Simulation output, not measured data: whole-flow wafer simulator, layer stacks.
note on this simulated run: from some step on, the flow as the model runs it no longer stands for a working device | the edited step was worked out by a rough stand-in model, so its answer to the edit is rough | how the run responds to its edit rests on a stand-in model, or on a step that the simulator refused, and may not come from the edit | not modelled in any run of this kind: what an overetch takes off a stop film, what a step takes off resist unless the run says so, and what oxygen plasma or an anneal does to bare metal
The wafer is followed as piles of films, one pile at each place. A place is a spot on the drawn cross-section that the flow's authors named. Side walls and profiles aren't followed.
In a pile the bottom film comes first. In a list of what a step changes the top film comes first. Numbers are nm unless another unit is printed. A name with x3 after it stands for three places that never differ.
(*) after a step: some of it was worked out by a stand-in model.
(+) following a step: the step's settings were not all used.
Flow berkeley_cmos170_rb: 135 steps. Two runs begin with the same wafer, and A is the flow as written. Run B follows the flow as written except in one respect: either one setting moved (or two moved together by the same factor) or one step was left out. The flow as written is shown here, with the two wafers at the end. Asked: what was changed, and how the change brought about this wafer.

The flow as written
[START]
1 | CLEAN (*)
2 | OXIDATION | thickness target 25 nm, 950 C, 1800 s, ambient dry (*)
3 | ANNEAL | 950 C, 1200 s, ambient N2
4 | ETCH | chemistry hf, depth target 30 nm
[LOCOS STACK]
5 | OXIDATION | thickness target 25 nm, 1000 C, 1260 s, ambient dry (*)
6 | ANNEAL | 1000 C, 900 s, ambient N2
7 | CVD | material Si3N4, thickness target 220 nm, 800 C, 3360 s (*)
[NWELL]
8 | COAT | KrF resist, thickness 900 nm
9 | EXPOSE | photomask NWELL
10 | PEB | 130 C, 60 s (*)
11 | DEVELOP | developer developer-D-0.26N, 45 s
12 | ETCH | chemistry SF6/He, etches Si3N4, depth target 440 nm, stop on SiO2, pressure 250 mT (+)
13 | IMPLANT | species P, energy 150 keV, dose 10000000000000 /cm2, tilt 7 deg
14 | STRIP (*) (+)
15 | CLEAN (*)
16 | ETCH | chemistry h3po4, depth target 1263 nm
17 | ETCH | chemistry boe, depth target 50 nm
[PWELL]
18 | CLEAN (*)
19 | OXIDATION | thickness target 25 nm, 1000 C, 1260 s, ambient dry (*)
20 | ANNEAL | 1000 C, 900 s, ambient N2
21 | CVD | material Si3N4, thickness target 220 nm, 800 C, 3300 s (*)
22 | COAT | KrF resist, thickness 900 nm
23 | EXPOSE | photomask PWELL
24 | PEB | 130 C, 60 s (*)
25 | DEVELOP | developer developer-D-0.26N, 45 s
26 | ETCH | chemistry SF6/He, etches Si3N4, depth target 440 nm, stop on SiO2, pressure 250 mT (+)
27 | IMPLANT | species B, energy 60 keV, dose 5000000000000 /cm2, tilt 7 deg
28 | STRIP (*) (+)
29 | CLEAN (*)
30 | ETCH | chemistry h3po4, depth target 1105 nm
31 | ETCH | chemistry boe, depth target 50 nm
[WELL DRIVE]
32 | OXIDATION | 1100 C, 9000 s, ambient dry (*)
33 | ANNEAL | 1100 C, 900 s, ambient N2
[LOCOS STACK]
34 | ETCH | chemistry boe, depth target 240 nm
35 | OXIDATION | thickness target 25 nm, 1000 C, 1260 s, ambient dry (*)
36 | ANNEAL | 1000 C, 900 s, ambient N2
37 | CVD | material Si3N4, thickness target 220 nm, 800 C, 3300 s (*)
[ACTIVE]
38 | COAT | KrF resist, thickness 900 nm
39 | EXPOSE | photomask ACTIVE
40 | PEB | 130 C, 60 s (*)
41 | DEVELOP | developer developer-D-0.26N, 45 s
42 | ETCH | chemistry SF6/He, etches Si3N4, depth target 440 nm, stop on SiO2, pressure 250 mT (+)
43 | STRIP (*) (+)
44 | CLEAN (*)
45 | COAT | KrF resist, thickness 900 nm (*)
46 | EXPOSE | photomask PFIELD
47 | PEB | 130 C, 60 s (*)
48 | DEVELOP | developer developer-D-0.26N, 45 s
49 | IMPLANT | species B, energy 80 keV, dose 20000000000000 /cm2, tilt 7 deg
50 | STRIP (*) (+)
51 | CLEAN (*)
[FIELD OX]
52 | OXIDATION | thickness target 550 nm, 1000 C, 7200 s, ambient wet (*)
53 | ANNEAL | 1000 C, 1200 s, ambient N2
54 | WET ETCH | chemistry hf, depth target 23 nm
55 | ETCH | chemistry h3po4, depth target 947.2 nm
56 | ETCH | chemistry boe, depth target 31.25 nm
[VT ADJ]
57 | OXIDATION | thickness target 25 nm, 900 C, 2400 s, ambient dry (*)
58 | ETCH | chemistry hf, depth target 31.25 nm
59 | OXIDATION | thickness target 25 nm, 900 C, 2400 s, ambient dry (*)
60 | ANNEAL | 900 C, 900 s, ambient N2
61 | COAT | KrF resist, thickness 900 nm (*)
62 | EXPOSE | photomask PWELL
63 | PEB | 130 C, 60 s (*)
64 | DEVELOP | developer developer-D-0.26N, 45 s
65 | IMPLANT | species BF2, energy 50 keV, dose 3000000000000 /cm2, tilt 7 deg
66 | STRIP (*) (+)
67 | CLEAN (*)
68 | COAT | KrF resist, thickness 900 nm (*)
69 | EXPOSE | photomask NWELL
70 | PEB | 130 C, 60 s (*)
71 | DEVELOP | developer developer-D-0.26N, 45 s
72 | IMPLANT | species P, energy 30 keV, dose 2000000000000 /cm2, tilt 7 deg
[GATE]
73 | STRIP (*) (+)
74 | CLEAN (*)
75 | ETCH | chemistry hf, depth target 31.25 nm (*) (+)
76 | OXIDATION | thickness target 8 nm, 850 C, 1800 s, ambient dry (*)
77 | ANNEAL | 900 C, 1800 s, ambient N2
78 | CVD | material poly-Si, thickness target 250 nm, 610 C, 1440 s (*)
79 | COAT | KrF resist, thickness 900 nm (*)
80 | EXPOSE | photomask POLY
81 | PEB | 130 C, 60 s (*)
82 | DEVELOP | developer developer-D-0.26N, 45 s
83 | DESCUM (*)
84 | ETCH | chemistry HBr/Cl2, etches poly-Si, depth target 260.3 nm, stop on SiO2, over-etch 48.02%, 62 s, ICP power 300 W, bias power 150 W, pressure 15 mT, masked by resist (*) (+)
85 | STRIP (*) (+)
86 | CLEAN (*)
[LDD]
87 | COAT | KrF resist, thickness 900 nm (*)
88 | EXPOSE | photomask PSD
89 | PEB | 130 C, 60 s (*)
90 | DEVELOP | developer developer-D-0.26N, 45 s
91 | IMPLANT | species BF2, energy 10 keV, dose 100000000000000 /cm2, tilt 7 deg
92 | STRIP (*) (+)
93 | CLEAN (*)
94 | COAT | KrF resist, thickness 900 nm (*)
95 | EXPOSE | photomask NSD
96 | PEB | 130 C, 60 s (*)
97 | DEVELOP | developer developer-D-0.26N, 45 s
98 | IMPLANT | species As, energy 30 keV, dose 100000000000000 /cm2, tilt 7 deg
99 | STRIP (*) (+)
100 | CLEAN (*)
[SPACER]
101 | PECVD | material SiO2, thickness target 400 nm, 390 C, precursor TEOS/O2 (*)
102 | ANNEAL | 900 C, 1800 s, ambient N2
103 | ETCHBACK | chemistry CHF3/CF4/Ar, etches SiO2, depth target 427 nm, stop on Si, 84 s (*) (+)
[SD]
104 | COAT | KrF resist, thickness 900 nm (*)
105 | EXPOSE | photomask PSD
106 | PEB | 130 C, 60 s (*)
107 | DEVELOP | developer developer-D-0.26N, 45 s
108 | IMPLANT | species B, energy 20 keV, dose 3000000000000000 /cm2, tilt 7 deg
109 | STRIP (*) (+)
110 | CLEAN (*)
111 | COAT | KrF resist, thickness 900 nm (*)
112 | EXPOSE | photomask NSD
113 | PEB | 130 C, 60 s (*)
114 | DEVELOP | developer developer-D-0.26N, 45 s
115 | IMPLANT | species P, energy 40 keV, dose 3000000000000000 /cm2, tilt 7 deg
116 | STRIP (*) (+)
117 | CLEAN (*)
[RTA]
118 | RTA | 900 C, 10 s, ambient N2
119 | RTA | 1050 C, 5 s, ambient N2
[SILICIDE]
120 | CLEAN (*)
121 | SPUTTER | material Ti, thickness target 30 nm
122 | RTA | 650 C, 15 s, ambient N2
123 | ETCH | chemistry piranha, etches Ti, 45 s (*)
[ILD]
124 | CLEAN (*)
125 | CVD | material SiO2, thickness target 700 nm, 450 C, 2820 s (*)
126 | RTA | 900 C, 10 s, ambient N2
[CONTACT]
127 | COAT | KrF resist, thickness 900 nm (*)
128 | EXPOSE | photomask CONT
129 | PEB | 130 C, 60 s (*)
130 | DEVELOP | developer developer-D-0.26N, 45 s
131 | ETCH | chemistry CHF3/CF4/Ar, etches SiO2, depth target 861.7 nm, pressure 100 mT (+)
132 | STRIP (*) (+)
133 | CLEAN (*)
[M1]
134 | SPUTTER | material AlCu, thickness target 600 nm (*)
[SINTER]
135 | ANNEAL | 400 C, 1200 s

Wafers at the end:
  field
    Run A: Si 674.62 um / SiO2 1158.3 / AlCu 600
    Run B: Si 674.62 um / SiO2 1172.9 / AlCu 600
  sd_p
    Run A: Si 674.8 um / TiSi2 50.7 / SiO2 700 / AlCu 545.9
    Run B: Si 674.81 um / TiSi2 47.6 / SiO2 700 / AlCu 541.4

What caused this: step 75, ETCH: depth target 16.66 nm was run, whereas the flow has depth target 31.25 nm.

How this came from the change, step by step:
  75 | ETCH | chemistry hf, depth target 31.25 nm (*) (+)
      field: A SiO2 loses 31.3 | B SiO2 loses 16.7
  121 | SPUTTER | material Ti, thickness target 30 nm
      sd_p: A Ti gains 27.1 (new film) | B Ti gains 25.5 (new film)
  122 | RTA | 650 C, 15 s, ambient N2
      sd_p: A Ti loses 21.1, TiSi first gains 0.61 (new film), TiSi2 C49 gains 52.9 (new film), Si loses 47.6 | B Ti loses 19.9, TiSi2 C49 gains 50.5 (new film), Si loses 45.1
  126 | RTA | 900 C, 10 s, ambient N2
      sd_p: A under 1 film: TiSi2 gains 50.7 (new film), TiSi first loses 0.61 (all of it), TiSi2 C49 loses 52.9 (all of it), Si loses 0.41 | B under 1 film: TiSi2 gains 47.6 (new film), TiSi2 C49 loses 50.5 (all of it)
